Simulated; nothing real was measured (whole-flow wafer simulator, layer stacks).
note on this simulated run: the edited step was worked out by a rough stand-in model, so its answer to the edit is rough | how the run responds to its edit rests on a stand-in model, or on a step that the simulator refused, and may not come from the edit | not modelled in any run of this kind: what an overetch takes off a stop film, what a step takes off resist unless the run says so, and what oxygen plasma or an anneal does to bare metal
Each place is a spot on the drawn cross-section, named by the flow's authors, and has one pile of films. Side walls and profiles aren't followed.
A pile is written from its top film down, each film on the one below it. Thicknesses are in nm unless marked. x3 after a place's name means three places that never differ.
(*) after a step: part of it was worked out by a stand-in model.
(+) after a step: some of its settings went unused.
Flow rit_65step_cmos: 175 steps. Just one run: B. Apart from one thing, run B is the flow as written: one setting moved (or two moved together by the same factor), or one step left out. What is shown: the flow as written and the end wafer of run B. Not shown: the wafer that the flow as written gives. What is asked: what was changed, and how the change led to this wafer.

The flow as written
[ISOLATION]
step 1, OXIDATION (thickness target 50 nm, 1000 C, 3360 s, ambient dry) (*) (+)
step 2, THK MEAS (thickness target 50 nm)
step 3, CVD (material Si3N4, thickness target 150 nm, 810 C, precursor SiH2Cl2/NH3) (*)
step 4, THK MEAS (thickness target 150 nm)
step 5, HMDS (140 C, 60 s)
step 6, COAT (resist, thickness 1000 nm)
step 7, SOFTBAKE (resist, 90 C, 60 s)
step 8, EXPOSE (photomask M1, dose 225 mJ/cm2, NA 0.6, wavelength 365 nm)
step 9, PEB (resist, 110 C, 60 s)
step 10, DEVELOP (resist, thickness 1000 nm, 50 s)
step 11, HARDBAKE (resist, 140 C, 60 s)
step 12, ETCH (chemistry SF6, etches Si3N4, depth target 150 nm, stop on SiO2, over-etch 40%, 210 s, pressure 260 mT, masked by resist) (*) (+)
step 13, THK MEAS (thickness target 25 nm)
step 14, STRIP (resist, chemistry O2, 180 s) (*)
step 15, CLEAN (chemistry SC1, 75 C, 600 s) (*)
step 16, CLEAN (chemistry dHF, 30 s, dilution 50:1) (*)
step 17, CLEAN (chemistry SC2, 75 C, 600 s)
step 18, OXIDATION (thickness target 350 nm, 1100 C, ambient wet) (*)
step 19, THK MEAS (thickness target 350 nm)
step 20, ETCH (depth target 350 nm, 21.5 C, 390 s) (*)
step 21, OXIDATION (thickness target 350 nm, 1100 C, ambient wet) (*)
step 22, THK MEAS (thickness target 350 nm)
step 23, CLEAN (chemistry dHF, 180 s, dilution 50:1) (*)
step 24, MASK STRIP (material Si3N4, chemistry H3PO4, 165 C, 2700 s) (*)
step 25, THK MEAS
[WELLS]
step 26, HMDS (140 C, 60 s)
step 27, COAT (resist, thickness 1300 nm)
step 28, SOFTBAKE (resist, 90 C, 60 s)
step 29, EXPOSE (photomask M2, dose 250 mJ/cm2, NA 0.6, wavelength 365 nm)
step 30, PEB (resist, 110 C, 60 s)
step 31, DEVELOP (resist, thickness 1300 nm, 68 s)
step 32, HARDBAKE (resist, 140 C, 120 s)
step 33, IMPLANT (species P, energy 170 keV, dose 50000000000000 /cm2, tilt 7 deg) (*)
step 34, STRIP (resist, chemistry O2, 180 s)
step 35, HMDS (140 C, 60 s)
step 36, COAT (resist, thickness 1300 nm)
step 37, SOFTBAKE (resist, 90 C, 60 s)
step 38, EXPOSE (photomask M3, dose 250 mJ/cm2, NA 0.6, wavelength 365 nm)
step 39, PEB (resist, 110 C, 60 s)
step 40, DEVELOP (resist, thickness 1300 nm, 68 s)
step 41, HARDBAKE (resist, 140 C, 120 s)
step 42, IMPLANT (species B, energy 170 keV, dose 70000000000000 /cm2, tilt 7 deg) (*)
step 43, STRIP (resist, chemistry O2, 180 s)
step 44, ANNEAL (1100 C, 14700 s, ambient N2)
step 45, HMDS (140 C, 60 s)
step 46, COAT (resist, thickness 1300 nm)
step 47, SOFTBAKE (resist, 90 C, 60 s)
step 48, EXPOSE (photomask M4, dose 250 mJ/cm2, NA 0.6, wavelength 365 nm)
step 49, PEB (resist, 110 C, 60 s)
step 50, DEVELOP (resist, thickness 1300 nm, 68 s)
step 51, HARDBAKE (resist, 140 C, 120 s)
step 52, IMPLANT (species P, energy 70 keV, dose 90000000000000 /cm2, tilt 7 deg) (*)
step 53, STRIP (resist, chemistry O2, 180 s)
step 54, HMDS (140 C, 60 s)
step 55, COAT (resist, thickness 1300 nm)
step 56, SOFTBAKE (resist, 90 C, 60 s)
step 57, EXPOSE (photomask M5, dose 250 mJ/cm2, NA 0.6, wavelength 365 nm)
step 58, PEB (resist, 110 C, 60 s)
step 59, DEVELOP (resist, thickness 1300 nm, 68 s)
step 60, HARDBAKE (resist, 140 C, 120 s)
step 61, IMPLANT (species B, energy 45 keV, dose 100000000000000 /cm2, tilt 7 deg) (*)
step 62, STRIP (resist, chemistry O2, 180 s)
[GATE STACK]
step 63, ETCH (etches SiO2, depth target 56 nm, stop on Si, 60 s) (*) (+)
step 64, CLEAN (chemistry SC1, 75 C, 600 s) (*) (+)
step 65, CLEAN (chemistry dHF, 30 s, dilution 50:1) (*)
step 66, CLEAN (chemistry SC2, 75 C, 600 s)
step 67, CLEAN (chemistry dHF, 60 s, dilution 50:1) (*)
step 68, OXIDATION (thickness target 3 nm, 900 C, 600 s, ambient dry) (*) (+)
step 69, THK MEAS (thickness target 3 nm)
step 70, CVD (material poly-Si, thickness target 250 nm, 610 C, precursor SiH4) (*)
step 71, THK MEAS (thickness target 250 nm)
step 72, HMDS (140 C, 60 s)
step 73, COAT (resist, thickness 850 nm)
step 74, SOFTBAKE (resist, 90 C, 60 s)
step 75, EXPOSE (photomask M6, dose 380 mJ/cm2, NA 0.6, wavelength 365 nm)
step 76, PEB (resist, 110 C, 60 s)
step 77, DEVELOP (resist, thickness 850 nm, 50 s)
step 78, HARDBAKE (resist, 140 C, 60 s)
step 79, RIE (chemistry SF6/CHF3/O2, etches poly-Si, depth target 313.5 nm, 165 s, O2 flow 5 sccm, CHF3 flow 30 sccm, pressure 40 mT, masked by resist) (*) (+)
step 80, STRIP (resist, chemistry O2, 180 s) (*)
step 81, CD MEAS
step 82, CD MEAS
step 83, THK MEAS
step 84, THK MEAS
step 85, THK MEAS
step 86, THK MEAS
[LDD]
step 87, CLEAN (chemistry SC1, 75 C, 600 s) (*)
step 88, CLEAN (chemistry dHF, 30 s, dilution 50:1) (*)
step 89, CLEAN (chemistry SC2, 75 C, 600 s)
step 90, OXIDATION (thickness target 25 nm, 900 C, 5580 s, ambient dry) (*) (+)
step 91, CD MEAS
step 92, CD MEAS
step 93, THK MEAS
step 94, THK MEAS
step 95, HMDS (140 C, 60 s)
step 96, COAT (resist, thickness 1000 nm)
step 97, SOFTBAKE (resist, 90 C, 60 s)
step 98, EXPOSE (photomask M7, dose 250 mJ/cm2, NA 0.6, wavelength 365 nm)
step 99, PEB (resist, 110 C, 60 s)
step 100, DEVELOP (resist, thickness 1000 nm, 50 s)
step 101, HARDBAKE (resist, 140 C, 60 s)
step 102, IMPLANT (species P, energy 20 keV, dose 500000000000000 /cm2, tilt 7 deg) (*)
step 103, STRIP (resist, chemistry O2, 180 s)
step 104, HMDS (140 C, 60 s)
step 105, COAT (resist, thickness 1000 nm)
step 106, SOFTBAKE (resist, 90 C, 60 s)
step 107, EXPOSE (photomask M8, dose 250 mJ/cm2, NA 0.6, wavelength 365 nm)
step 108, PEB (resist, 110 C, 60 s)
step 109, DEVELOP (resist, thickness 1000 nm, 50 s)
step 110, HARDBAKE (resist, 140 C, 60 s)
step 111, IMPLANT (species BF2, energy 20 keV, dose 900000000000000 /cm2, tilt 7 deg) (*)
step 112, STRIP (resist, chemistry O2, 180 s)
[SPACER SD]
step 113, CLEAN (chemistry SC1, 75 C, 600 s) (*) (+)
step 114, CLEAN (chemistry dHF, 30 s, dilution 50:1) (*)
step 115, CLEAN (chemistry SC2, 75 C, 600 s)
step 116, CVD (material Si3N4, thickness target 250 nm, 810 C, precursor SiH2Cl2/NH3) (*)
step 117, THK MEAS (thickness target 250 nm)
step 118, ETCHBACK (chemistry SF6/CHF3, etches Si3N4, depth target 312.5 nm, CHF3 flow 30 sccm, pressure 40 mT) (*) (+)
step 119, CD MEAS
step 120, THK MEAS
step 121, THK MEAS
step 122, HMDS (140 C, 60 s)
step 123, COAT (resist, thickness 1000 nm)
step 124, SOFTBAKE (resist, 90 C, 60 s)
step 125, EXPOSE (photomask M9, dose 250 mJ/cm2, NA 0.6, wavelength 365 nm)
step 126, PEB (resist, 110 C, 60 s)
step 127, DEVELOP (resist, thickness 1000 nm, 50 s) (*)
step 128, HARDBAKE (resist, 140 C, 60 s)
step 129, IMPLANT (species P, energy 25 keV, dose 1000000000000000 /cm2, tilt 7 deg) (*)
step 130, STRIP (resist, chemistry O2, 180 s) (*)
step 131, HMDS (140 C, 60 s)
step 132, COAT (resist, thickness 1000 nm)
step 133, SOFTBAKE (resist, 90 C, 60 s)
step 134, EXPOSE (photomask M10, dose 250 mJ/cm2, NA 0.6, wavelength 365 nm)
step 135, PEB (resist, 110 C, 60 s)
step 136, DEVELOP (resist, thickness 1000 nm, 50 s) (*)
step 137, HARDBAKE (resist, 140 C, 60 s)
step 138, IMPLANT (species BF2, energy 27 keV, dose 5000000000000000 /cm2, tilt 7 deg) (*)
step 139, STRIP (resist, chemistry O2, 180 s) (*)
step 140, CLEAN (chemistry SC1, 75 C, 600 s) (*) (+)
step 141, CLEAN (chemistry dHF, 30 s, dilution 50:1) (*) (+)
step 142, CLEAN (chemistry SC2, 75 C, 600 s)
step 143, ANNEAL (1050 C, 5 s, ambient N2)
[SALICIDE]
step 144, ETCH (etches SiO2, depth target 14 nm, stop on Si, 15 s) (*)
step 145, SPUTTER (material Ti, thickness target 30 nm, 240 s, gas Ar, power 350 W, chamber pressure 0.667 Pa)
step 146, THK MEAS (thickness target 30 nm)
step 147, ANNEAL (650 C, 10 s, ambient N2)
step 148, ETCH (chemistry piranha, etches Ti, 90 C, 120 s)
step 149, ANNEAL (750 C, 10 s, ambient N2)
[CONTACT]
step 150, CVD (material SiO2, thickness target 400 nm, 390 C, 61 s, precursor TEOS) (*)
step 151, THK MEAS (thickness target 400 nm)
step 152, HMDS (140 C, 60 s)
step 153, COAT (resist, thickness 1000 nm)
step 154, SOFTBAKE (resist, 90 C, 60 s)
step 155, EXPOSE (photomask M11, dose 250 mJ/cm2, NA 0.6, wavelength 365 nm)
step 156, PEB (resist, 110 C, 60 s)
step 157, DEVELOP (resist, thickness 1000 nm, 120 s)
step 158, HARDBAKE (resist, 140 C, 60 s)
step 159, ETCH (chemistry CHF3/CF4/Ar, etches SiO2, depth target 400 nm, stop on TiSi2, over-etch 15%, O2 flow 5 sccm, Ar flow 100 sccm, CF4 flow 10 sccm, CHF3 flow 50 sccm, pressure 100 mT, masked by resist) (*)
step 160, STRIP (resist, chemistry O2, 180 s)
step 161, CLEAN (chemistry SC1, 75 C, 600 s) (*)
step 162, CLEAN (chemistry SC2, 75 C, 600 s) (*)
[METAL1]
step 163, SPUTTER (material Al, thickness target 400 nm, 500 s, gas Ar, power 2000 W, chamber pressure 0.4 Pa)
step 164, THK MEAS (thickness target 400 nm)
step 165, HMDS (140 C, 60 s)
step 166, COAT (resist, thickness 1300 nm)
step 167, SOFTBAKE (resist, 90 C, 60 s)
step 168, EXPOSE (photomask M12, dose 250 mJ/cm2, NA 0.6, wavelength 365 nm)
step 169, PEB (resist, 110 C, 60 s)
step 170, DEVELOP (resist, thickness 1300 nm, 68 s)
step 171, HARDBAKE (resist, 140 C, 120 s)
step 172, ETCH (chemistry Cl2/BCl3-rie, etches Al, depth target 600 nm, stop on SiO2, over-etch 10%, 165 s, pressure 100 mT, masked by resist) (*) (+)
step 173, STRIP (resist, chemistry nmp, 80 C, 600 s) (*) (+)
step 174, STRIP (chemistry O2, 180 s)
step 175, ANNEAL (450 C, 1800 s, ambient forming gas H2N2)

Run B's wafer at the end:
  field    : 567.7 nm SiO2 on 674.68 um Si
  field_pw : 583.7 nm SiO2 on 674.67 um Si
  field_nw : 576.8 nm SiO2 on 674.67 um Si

What caused this: step 118, ETCHBACK: depth target 250 nm was run, though the flow has depth target 312.5 nm.

The path from the change to this, step by step:
  step 118, ETCHBACK (chemistry SF6/CHF3, etches Si3N4, depth target 312.5 nm, CHF3 flow 30 sccm, pressure 40 mT) (*) (+)
      field, field_pw, field_nw, field_p: Si3N4 loses 250 (all of it) (it would be, as written: Si3N4 loses 250 (all of it), SiO2 loses 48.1)
      gate_n: Si3N4 loses 250 (all of it) (it would be, as written: Si3N4 loses 250 (all of it), SiO2 loses 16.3 (all of it), poly-Si loses 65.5)
      (and at 1 other place as well)
  step 123, COAT (resist, thickness 1000 nm)
      field: resist gains 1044 (new film) (it would be, as written: resist gains 1066.4 (new film))
      field_p: resist gains 1051.1 (new film) (it would be, as written: resist gains 1073.5 (new film))
      (and at 4 other places as well)
  step 126, PEB (resist, 110 C, 60 s)
      gate_n, gate_p: resist loses 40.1 (it would be, as written: resist loses 43.1)
      field: resist loses 54.2 (it would be, as written: resist loses 55.6)
      (and at 3 other places as well)
  step 127, DEVELOP (resist, thickness 1000 nm, 50 s) (*)
      field: resist loses 989.7 (all of it) (it would be, as written: resist loses 1010.9 (all of it))
      gate_n: resist loses 739.2 (all of it) (it would be, as written: resist loses 791.9 (all of it))
      (and at 1 other place as well)
  step 128, HARDBAKE (resist, 140 C, 60 s)
      field_nw: resist loses 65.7 (it would be, as written: resist loses 67.1)
      field_p: resist loses 67.2 (it would be, as written: resist loses 68.8)
      (and at 2 other places as well)
  step 130, STRIP (resist, chemistry O2, 180 s) (*)
      gate_n: nothing (it would be, as written: chemical SiO2 gains 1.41 (new film), poly-Si loses 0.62)
      gate_p: resist loses 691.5 (all of it) (it would be, as written: chemical SiO2 gains 1.31 (new film), resist loses 741.1 (all of it), poly-Si loses 0.58)
      (and at 2 other places as well)
  step 132, COAT (resist, thickness 1000 nm)
      field: resist gains 1044 (new film) (it would be, as written: resist gains 1067 (new film))
      field_p: resist gains 1051.1 (new film) (it would be, as written: resist gains 1074 (new film))
      (and at 4 other places as well)
  step 135, PEB (resist, 110 C, 60 s)
      gate_n, gate_p: resist loses 40.1 (it would be, as written: resist loses 43.1)
      spacer, spacer_p: resist loses 40 (it would be, as written: resist loses 42)
      (and at 2 other places as well)
  step 136, DEVELOP (resist, thickness 1000 nm, 50 s) (*)
      field_p: resist loses 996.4 (all of it) (it would be, as written: resist loses 1018 (all of it))
      gate_p: resist loses 739.4 (all of it) (it would be, as written: resist loses 792.8 (all of it))
      (and at 1 other place as well)
  step 137, HARDBAKE (resist, 140 C, 60 s)
      field: resist loses 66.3 (it would be, as written: resist loses 68.3)
      field_nw: resist loses 65.7 (it would be, as written: resist loses 67.1)
      (and at 2 other places as well)
  step 139, STRIP (resist, chemistry O2, 180 s) (*)
      gate_n: resist loses 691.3 (all of it) (it would be, as written: resist loses 740 (all of it), chemical SiO2 gains 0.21, poly-Si loses 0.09)
      field: resist loses 923.4 (all of it) (it would be, as written: resist loses 943.1 (all of it))
      (and at 1 other place as well)
  step 140, CLEAN (chemistry SC1, 75 C, 600 s) (*) (+)
      gate_n, gate_p: SiO2 loses 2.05 (it would be, as written: chemical SiO2 loses 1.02, poly-Si loses 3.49)
  step 141, CLEAN (chemistry dHF, 30 s, dilution 50:1) (*) (+)
      gate_n, gate_p: SiO2 loses 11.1 (it would be, as written: chemical SiO2 loses 0.6 (all of it))
  step 144, ETCH (etches SiO2, depth target 14 nm, stop on Si, 15 s) (*)
      gate_n: SiO2 loses 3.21 (all of it) (it would be, as written: chemical SiO2 loses 0.4 (all of it))
      gate_p: SiO2 loses 2.58 (all of it) (it would be, as written: chemical SiO2 loses 0.4 (all of it))
  step 145, SPUTTER (material Ti, thickness target 30 nm, 240 s, gas Ar, power 350 W, chamber pressure 0.667 Pa)
      gate_p: Ti gains 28 (new film) (it would be, as written: Ti gains 27.2 (new film))
  step 147, ANNEAL (650 C, 10 s, ambient N2)
      gate_n: Ti loses 21.7, TiSi first gains 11 (new film), TiSi2 C49 gains 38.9 (new film), poly-Si loses 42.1 (it would be, as written: Ti loses 21.3, TiSi first gains 9.82 (new film), TiSi2 C49 gains 39.5 (new film), poly-Si loses 41.9)
      gate_p: Ti loses 21.8, TiSi first gains 11.2 (new film), TiSi2 C49 gains 38.7 (new film), poly-Si loses 42.2 (it would be, as written: Ti loses 21.2, TiSi first gains 9.56 (new film), TiSi2 C49 gains 39.6 (new film), poly-Si loses 41.9)
  ... another 8 steps ...
  step 170, DEVELOP (resist, thickness 1300 nm, 68 s)
      field: resist loses 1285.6 (all of it) (it would be, as written: resist loses 1316.6 (all of it))
      field_p: resist loses 1293.1 (all of it) (it would be, as written: resist loses 1324.1 (all of it))
      (and at 4 other places as well)
